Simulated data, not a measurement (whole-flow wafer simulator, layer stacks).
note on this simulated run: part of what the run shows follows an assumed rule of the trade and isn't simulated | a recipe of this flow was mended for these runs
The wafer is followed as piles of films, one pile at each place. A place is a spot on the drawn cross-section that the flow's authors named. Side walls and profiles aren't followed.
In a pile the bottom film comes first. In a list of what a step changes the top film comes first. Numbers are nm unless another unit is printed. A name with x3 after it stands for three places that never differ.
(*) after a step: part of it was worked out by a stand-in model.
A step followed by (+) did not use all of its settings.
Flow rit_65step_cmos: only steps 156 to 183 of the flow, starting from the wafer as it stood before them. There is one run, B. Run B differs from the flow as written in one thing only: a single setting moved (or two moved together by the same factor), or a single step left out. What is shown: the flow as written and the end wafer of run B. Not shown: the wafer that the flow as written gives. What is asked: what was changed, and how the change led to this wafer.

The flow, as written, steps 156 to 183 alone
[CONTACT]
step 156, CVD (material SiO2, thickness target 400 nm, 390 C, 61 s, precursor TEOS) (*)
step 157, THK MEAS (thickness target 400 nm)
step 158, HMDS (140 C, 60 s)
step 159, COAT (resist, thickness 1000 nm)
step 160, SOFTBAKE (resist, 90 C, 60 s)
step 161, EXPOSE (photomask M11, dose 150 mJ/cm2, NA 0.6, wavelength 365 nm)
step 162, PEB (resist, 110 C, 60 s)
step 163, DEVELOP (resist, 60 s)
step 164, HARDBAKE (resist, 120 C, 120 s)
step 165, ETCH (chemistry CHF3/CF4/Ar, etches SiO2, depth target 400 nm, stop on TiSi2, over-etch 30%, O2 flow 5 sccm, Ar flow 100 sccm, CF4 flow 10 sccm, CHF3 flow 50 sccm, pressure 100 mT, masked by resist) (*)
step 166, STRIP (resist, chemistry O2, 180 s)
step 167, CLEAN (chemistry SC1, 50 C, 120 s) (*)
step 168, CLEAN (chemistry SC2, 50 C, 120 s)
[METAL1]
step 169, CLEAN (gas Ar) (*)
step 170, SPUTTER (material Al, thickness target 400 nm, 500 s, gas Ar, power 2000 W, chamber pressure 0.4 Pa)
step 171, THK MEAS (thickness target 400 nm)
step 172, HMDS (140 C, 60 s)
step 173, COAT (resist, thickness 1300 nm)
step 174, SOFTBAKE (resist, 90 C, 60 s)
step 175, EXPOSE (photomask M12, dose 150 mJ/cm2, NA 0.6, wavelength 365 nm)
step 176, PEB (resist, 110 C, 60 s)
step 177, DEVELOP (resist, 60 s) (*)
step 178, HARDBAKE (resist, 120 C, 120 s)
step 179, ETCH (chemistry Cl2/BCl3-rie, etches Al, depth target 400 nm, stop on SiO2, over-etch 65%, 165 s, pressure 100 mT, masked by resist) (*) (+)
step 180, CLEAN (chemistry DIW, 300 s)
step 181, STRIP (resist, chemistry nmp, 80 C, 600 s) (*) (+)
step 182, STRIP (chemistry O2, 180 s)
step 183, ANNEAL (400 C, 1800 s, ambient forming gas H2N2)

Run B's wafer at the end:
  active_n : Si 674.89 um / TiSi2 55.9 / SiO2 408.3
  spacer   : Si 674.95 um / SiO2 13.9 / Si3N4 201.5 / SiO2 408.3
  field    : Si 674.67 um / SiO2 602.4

Cause: step 156, CVD: thickness target 448 nm was run, whereas the flow has thickness target 400 nm; step 156, CVD: 68 s was run, where the flow has 61 s.

Step by step, how the change led to this:
  step 156, CVD (material SiO2, thickness target 400 nm, 390 C, 61 s, precursor TEOS) (*)
      active_n, active_p, gate_n and 7 more: +448 SiO2 (new film) (as written it would have been: +400 SiO2 (new film))
      field, field_pw, field_nw, field_p: +448 SiO2 (as written it would have been: +400 SiO2)
  step 165, ETCH (chemistry CHF3/CF4/Ar, etches SiO2, depth target 400 nm, stop on TiSi2, over-etch 30%, O2 flow 5 sccm, Ar flow 100 sccm, CF4 flow 10 sccm, CHF3 flow 50 sccm, pressure 100 mT, masked by resist) (*)
      contact: -448 SiO2 (all of it), -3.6 TiSi2 (as written it would have been: -400 SiO2 (all of it), -6 TiSi2)
  step 170, SPUTTER (material Al, thickness target 400 nm, 500 s, gas Ar, power 2000 W, chamber pressure 0.4 Pa)
      contact: +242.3 Al (new film) (as written it would have been: +255.4 Al (new film))
  step 173, COAT (resist, thickness 1300 nm)
      contact: +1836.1 resist (new film) (as written it would have been: +1785.1 resist (new film))
  step 176, PEB (resist, 110 C, 60 s)
      contact: -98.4 resist (as written it would have been: -95.5 resist)
  step 178, HARDBAKE (resist, 120 C, 120 s)
      contact: -64.1 resist (as written it would have been: -62.1 resist)
  step 181, STRIP (resist, chemistry nmp, 80 C, 600 s) (*) (+)
      contact: -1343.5 resist (all of it) (as written it would have been: -1297.5 resist (all of it))
